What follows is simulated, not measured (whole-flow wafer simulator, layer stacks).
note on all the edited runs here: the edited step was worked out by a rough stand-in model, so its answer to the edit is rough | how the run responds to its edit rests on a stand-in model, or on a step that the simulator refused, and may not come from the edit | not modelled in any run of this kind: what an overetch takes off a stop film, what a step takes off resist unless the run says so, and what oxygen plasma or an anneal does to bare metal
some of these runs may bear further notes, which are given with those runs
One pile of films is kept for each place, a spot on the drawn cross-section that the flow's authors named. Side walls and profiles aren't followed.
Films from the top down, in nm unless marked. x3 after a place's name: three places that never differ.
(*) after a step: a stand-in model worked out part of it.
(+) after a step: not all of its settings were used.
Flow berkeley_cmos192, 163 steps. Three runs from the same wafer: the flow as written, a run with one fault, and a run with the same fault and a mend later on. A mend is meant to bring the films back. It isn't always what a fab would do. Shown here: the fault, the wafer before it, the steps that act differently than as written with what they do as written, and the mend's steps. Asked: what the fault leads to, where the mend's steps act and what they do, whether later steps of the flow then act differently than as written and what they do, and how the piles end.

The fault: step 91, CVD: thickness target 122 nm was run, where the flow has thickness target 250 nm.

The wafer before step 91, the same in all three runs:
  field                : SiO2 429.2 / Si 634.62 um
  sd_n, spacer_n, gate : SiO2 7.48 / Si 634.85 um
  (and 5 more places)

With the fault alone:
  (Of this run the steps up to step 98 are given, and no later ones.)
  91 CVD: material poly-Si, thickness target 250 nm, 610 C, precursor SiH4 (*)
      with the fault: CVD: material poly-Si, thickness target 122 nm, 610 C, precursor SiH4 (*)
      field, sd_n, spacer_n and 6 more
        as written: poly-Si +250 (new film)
        with the fault: poly-Si +122 (new film)
  Later steps of the flow that act differently than as written (3 more steps differ only slightly, by at most 2% or 0.5 nm, whichever is larger, and aren't shown):
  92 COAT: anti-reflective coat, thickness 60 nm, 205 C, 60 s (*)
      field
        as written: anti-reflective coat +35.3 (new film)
        with the fault: anti-reflective coat +34.1 (new film)
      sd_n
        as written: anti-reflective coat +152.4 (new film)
        with the fault: anti-reflective coat +146.4 (new film)
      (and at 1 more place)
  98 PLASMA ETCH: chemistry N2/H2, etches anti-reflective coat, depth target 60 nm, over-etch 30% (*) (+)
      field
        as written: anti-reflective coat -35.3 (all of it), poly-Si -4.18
        with the fault: anti-reflective coat -34.1 (all of it), poly-Si -4
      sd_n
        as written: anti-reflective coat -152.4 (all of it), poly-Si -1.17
        with the fault: anti-reflective coat -146.4 (all of it), poly-Si -1.13
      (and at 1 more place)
  After step 98 the piles differ from the flow's by more than 2% or 0.5 nm, whichever is larger, at field, sd_n, spacer_n and 6 more.
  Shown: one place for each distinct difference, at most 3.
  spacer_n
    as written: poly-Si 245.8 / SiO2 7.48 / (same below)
    with the fault: poly-Si 118 / SiO2 7.48 / (same below)
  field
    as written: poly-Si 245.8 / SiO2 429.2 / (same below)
    with the fault: poly-Si 118 / SiO2 429.2 / (same below)
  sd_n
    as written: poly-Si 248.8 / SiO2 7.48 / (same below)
    with the fault: poly-Si 120.9 / SiO2 7.48 / (same below)

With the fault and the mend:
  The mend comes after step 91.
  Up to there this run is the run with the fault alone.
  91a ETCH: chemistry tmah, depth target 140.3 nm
      field, sd_n, spacer_n and 6 more
        poly-Si -122 (all of it)
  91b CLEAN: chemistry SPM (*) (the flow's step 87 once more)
      changes no film at any place that is followed
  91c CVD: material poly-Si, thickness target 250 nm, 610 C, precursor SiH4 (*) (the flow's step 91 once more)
      field, sd_n, spacer_n and 6 more
        poly-Si +250 (new film)
  No later step of the flow acts differently than as written, at any place that is followed, by more than 2% or 0.5 nm, whichever is larger.
  At the end the piles are the same as the flow's at every place that both follow.
